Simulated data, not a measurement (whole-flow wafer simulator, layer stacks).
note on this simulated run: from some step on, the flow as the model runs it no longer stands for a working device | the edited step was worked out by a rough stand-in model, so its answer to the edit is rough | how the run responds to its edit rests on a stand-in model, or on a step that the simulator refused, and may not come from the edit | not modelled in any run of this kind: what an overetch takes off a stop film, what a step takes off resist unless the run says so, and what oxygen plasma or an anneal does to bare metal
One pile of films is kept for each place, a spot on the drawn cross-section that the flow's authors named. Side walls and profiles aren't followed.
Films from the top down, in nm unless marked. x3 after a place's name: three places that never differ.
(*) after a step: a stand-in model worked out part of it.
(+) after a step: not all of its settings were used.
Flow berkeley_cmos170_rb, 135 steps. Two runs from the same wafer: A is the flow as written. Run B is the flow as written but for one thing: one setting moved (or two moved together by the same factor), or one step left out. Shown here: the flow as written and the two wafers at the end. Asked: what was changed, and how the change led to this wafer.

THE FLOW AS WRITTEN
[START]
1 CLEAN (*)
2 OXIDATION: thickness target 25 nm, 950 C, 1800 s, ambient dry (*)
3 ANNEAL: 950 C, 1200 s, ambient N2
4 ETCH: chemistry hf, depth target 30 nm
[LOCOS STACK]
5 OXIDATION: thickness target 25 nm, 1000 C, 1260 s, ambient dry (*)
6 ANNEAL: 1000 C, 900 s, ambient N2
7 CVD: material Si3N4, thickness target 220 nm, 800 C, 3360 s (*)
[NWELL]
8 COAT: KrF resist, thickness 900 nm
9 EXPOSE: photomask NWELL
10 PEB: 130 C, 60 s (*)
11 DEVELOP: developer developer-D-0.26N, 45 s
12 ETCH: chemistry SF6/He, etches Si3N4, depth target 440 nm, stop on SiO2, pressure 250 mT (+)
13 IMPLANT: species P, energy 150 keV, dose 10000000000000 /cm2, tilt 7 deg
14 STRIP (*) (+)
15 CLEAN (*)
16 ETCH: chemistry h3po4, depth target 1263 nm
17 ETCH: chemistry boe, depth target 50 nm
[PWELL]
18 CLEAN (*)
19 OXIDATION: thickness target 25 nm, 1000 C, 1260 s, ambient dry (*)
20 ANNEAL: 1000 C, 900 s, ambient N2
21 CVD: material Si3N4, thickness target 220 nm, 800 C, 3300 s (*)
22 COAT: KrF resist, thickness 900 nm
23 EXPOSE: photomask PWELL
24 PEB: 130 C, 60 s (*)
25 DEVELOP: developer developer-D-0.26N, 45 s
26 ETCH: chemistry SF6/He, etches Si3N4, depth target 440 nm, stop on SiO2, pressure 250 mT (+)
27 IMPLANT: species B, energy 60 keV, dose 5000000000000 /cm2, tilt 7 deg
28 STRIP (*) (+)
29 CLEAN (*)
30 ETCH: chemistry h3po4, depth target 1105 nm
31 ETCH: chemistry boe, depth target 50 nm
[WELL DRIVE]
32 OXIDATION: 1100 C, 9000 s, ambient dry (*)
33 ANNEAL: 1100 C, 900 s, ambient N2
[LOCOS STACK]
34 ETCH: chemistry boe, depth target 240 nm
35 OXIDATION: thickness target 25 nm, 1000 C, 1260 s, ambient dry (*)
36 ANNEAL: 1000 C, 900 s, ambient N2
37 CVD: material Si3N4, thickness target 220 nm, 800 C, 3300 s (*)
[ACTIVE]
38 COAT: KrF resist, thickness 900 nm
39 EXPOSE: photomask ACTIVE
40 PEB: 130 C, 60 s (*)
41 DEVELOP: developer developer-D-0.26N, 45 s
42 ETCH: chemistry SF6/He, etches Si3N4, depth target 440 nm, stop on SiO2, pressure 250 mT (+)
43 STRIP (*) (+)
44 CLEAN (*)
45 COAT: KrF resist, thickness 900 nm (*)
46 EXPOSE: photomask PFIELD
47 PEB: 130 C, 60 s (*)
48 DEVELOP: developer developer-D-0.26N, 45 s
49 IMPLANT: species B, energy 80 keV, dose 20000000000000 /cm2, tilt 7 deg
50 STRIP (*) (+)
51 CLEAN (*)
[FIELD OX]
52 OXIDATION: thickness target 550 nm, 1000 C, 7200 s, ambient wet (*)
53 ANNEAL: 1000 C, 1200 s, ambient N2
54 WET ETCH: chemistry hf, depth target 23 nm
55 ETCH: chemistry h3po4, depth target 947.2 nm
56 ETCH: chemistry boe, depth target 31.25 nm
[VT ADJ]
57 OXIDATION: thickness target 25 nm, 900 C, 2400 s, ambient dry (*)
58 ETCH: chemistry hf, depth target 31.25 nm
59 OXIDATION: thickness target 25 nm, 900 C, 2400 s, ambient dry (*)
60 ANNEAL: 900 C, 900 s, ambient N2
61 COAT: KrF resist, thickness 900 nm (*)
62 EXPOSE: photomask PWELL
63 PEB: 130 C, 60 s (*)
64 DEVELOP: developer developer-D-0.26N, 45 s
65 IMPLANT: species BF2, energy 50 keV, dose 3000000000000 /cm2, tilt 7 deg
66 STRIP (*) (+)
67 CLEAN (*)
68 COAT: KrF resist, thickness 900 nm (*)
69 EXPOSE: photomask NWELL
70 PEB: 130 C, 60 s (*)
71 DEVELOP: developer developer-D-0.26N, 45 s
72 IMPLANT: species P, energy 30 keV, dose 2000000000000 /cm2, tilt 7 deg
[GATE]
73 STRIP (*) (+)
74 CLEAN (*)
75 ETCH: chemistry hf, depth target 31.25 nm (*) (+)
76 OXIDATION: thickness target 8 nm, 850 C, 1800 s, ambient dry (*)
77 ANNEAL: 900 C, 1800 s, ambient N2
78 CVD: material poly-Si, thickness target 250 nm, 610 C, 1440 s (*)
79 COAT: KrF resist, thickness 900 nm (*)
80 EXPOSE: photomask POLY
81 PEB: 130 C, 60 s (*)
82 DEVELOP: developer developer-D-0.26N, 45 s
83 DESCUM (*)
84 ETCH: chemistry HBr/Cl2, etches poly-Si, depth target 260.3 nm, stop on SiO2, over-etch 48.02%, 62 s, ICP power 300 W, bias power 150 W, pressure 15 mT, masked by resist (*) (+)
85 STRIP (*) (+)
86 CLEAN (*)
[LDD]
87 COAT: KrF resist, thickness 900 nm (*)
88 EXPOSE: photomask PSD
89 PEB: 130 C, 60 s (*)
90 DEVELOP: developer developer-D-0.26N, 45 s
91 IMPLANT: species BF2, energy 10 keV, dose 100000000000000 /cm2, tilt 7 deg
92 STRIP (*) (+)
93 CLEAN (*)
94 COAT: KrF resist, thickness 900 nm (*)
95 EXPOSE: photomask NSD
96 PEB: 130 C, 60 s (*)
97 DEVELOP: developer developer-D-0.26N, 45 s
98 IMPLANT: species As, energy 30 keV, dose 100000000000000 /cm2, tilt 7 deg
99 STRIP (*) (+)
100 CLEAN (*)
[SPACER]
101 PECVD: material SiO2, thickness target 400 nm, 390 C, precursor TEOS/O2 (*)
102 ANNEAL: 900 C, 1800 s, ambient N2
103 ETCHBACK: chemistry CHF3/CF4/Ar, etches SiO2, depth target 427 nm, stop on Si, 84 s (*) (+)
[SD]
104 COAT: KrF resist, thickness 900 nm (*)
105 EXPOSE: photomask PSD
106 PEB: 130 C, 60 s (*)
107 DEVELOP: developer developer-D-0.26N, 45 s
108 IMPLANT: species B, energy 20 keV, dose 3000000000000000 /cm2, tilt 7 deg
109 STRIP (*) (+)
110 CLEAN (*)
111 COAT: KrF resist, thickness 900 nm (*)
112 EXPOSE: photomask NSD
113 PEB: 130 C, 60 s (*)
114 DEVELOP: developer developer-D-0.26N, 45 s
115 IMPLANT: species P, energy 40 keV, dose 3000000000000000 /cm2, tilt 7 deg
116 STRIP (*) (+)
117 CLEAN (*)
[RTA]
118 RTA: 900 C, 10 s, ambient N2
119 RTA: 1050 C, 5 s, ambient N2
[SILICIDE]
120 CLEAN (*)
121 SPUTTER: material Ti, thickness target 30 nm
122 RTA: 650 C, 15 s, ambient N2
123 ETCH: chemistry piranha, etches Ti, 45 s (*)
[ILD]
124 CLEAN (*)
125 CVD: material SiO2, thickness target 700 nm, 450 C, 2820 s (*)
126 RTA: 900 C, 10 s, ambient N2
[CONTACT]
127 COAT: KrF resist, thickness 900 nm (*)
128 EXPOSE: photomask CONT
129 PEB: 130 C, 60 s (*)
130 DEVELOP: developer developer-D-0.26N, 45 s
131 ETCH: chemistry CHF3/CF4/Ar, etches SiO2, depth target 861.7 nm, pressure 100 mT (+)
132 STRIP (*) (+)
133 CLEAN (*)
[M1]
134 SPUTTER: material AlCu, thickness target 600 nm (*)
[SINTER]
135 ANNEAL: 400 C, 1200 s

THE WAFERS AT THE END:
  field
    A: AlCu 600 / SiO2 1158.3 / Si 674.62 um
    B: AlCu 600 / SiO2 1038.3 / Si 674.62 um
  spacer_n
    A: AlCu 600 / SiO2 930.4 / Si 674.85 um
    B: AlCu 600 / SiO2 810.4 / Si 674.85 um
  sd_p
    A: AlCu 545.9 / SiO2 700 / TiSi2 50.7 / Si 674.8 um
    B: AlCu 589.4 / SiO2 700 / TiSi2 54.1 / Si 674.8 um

The cause: step 101, PECVD: thickness target 280 nm was run, where the flow has thickness target 400 nm.

How the change led to this, step by step:
  101 PECVD: material SiO2, thickness target 400 nm, 390 C, precursor TEOS/O2 (*)
      field, sd_n, contact, m1: A SiO2 +400 | B SiO2 +280
      gate, gate_p: A SiO2 +400 (new film) | B SiO2 +280 (new film)
      (and at 3 more places)
  103 ETCHBACK: chemistry CHF3/CF4/Ar, etches SiO2, depth target 427 nm, stop on Si, 84 s (*) (+)
      sd_n, contact, m1: A SiO2 -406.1 (all of it) | B SiO2 -286.1 (all of it)
      spacer_n, spacer_p: A SiO2 -157.9 | B SiO2 -163.7
      (and at 3 more places)
  104 COAT: KrF resist, thickness 900 nm (*)
      field: A KrF resist +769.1 (new film) | B KrF resist +839.4 (new film)
      sd_n: A KrF resist +982.1 (new film) | B KrF resist +936.1 (new film)
      (and at 7 more places)
  107 DEVELOP: developer developer-D-0.26N, 45 s
      sd_p: A KrF resist -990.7 (all of it) | B KrF resist -946.7 (all of it)
      spacer_p: A KrF resist -767.7 (all of it) | B KrF resist -848.4 (all of it)
      (and at 1 more place)
  109 STRIP (*) (+)
      field: A KrF resist -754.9 (all of it) | B KrF resist -825.2 (all of it)
      sd_n: A KrF resist -967.9 (all of it) | B KrF resist -921.9 (all of it)
      (and at 4 more places)
  111 COAT: KrF resist, thickness 900 nm (*)
      field: A KrF resist +769.1 (new film) | B KrF resist +839.4 (new film)
      sd_n: A KrF resist +982.1 (new film) | B KrF resist +936.1 (new film)
      (and at 7 more places)
  114 DEVELOP: developer developer-D-0.26N, 45 s
      sd_n: A KrF resist -982.1 (all of it) | B KrF resist -936.1 (all of it)
      spacer_n: A KrF resist -766.3 (all of it) | B KrF resist -847.9 (all of it)
      (and at 2 more places)
  116 STRIP (*) (+)
      field: A KrF resist -754.9 (all of it) | B KrF resist -825.2 (all of it)
      sd_p: A KrF resist -976.5 (all of it) | B KrF resist -932.5 (all of it)
      (and at 3 more places)
  121 SPUTTER: material Ti, thickness target 30 nm
      sd_p: A Ti +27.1 (new film) | B Ti +29 (new film)
  122 RTA: 650 C, 15 s, ambient N2
      sd_p: A Ti -21.1, TiSi first +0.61 (new film), TiSi2 C49 +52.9 (new film), Si -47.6 | B Ti -22.6, TiSi first +4.14 (new film), TiSi2 C49 +51.3 (new film), Si -48.5
  126 RTA: 900 C, 10 s, ambient N2
      sd_p: A under 1 film: TiSi2 +50.7 (new film), TiSi first -0.61 (all of it), TiSi2 C49 -52.9 (all of it), Si -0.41 | B under 1 film: TiSi2 +54.1 (new film), TiSi first -4.14 (all of it), TiSi2 C49 -51.3 (all of it), Si -2.75
  127 COAT: KrF resist, thickness 900 nm (*)
      field: A KrF resist +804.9 (new film) | B KrF resist +858.2 (new film)
      sd_n: A KrF resist +1010 (new film) | B KrF resist +949.3 (new film)
      (and at 7 more places)
  130 DEVELOP: developer developer-D-0.26N, 45 s
      contact: A KrF resist -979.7 (all of it) | B KrF resist -936.5 (all of it)
  132 STRIP (*) (+)
      field: A KrF resist -575.3 (all of it) | B KrF resist -628.6 (all of it)
      sd_n: A KrF resist -780.4 (all of it) | B KrF resist -719.7 (all of it)
      (and at 6 more places)
  134 SPUTTER: material AlCu, thickness target 600 nm (*)
      sd_p: A AlCu +545.9 (new film) | B AlCu +589.4 (new film)
